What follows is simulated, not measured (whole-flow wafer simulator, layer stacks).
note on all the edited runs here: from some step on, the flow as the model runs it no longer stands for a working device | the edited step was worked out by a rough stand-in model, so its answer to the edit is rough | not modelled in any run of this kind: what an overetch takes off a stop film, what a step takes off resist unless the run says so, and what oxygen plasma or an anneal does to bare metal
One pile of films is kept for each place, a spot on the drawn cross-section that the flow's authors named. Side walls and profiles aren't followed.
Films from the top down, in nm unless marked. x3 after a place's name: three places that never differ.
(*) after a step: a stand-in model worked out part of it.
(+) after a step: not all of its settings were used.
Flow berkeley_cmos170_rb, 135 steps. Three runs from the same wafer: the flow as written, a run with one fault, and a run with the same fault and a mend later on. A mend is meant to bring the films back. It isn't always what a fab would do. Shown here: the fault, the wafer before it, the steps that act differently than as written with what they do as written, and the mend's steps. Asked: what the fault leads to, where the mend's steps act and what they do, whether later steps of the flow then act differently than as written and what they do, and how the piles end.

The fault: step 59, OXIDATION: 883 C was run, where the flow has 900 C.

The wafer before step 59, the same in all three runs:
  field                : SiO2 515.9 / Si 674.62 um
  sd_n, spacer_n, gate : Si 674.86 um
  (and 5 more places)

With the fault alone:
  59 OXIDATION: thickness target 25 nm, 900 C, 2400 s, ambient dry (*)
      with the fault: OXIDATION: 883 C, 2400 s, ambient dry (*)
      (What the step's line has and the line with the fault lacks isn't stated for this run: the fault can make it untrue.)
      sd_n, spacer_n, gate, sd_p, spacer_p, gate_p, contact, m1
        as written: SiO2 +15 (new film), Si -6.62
        with the fault: SiO2 +12.7 (new film), Si -5.58
  Later steps of the flow that act differently than as written (30 more steps differ only slightly, by at most 2% or 0.5 nm, whichever is larger, and aren't shown):
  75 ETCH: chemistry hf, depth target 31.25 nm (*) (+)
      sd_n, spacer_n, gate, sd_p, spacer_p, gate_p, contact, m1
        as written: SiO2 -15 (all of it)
        with the fault: SiO2 -12.7 (all of it)
  At the end the piles differ from the flow's only slightly at the places that both follow, by at most 2% or 0.5 nm, whichever is larger.

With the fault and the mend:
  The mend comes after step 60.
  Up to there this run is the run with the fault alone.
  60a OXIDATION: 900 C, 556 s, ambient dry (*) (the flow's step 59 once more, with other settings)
      sd_n, spacer_n, gate, sd_p, spacer_p, gate_p, contact, m1
        SiO2 +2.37, Si -1.04
      field
        SiO2 +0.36, Si -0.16
  No later step of the flow acts differently than as written, at any place that is followed, by more than 2% or 0.5 nm, whichever is larger.
  At the end the piles differ from the flow's only slightly at the places that both follow, by at most 2% or 0.5 nm, whichever is larger.
